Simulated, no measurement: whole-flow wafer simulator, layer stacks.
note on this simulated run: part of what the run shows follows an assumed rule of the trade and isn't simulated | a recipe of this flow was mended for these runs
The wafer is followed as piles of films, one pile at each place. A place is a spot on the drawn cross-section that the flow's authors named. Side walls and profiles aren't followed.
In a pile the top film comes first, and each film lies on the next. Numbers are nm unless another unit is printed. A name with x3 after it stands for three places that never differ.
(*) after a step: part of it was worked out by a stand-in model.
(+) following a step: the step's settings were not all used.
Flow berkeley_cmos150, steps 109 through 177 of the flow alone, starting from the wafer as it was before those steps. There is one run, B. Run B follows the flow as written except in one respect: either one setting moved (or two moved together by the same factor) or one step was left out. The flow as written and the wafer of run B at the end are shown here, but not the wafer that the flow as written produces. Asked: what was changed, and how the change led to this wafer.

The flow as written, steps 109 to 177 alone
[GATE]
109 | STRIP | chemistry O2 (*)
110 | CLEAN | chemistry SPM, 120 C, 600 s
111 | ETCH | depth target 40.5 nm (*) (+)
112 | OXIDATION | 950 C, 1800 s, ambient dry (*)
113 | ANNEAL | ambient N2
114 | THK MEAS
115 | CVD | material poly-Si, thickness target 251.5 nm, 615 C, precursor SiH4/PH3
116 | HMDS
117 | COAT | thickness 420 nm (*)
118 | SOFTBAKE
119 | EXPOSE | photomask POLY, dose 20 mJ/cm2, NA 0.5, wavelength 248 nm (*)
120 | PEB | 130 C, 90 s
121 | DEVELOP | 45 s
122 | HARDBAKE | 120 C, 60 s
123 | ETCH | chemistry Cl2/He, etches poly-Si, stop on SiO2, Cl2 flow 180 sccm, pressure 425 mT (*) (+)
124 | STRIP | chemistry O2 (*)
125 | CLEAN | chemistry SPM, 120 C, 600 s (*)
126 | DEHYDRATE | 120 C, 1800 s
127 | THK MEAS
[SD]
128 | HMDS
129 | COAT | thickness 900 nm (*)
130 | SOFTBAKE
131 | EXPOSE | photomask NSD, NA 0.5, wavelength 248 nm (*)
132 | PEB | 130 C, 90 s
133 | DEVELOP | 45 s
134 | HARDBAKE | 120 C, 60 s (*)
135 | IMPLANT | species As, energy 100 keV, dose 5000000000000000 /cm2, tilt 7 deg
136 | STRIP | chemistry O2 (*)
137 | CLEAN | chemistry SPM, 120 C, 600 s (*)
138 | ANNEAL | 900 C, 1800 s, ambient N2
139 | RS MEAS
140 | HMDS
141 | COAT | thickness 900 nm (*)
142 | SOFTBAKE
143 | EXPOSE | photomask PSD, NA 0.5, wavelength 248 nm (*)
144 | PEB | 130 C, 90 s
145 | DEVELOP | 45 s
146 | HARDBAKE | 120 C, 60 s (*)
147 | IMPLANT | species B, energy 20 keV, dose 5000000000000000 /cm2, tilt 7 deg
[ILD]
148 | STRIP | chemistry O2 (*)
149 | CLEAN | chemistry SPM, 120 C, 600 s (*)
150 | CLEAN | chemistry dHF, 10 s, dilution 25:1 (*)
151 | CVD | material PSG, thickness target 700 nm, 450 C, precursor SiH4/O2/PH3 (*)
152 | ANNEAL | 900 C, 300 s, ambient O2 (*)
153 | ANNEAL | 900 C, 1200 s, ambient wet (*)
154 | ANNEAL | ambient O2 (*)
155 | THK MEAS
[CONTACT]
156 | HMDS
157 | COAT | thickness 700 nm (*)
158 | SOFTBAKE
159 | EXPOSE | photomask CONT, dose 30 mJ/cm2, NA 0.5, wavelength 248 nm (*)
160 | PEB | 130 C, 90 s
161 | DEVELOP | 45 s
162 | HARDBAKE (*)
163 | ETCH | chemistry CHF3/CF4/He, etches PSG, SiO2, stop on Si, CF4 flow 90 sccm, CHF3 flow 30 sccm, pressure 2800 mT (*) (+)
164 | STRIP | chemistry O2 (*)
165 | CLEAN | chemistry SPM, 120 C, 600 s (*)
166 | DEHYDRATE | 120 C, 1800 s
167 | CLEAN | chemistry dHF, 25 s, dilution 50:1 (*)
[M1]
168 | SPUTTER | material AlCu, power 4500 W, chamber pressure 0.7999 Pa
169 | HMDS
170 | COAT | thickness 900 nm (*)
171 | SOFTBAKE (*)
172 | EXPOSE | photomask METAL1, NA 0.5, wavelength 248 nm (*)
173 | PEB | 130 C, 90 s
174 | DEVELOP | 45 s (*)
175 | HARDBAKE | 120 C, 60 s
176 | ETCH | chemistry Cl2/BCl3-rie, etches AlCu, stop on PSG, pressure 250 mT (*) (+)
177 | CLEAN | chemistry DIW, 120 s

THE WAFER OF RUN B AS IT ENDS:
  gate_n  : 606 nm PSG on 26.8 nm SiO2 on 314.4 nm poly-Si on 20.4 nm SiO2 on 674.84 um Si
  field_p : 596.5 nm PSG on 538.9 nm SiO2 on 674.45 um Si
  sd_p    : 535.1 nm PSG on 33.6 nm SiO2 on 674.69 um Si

Cause: step 115, CVD: thickness target 326.9 nm was run, whereas the flow has thickness target 251.5 nm.

Step by step, how the change led to this:
  115 | CVD | material poly-Si, thickness target 251.5 nm, 615 C, precursor SiH4/PH3
      field, field_p, sd_n, gate_n, sd_p, gate_p, contact, m1: poly-Si gains 326.9 (new film) (it would be, as written: poly-Si gains 251.5 (new film))
  123 | ETCH | chemistry Cl2/He, etches poly-Si, stop on SiO2, Cl2 flow 180 sccm, pressure 425 mT (*) (+)
      field, field_p, sd_n, sd_p, contact, m1: poly-Si loses 326.9 (all of it), SiO2 loses 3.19 (it would be, as written: poly-Si loses 251.5 (all of it), SiO2 loses 3.19)
      gate_n, gate_p: KrF-resist loses 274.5 (it would be, as written: KrF-resist loses 220.6)
  124 | STRIP | chemistry O2 (*)
      gate_n: chemical SiO2 gains 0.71 (new film), KrF-resist loses 122 (all of it), poly-Si loses 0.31 (it would be, as written: chemical SiO2 gains 0.69 (new film), KrF-resist loses 176.1 (all of it), poly-Si loses 0.3)
      gate_p: chemical SiO2 gains 0.71 (new film), KrF-resist loses 159 (all of it), poly-Si loses 0.31 (it would be, as written: chemical SiO2 gains 0.69 (new film), KrF-resist loses 213.2 (all of it), poly-Si loses 0.3)
  129 | COAT | thickness 900 nm (*)
      gate_n: thick-KrF-resist gains 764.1 (new film) (it would be, as written: thick-KrF-resist gains 819.9 (new film))
      gate_p: thick-KrF-resist gains 832.3 (new film) (it would be, as written: thick-KrF-resist gains 888.9 (new film))
  133 | DEVELOP | 45 s
      gate_n: thick-KrF-resist loses 762.3 (all of it) (it would be, as written: thick-KrF-resist loses 818.1 (all of it))
  136 | STRIP | chemistry O2 (*)
      gate_p: thick-KrF-resist loses 817.1 (all of it), chemical SiO2 gains 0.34, poly-Si loses 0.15 (it would be, as written: thick-KrF-resist loses 873.6 (all of it), chemical SiO2 gains 0.34, poly-Si loses 0.15)
  141 | COAT | thickness 900 nm (*)
      gate_n: thick-KrF-resist gains 763.8 (new film) (it would be, as written: thick-KrF-resist gains 819.7 (new film))
      gate_p: thick-KrF-resist gains 832.2 (new film) (it would be, as written: thick-KrF-resist gains 888.8 (new film))
  145 | DEVELOP | 45 s
      gate_p: thick-KrF-resist loses 830.2 (all of it) (it would be, as written: thick-KrF-resist loses 886.7 (all of it))
  148 | STRIP | chemistry O2 (*)
      gate_n: thick-KrF-resist loses 748.8 (all of it), chemical SiO2 gains 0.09, poly-Si loses 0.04 (it would be, as written: thick-KrF-resist loses 804.5 (all of it), chemical SiO2 gains 0.09, poly-Si loses 0.04)
  157 | COAT | thickness 700 nm (*)
      field_p: KrF-resist gains 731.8 (new film) (it would be, as written: KrF-resist gains 716.6 (new film))
      gate_n: KrF-resist gains 617.5 (new film) (it would be, as written: KrF-resist gains 650.5 (new film))
      (as well as at 2 more places)
  164 | STRIP | chemistry O2 (*)
      field_p: KrF-resist loses 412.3 (all of it) (it would be, as written: KrF-resist loses 397.1 (all of it))
      gate_n: KrF-resist loses 298.3 (all of it) (it would be, as written: KrF-resist loses 331.2 (all of it))
      (as well as at 2 more places)
  170 | COAT | thickness 900 nm (*)
      gate_n: thick-KrF-resist gains 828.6 (new film) (it would be, as written: thick-KrF-resist gains 873.3 (new film))
      gate_p: thick-KrF-resist gains 888.9 (new film) (it would be, as written: thick-KrF-resist gains 933.8 (new film))
  174 | DEVELOP | 45 s (*)
      gate_n: thick-KrF-resist loses 826.7 (all of it), AlCu loses 10 (it would be, as written: thick-KrF-resist loses 871.2 (all of it), AlCu loses 10)
      gate_p: thick-KrF-resist loses 886.8 (all of it), AlCu loses 10 (it would be, as written: thick-KrF-resist loses 931.6 (all of it), AlCu loses 10)
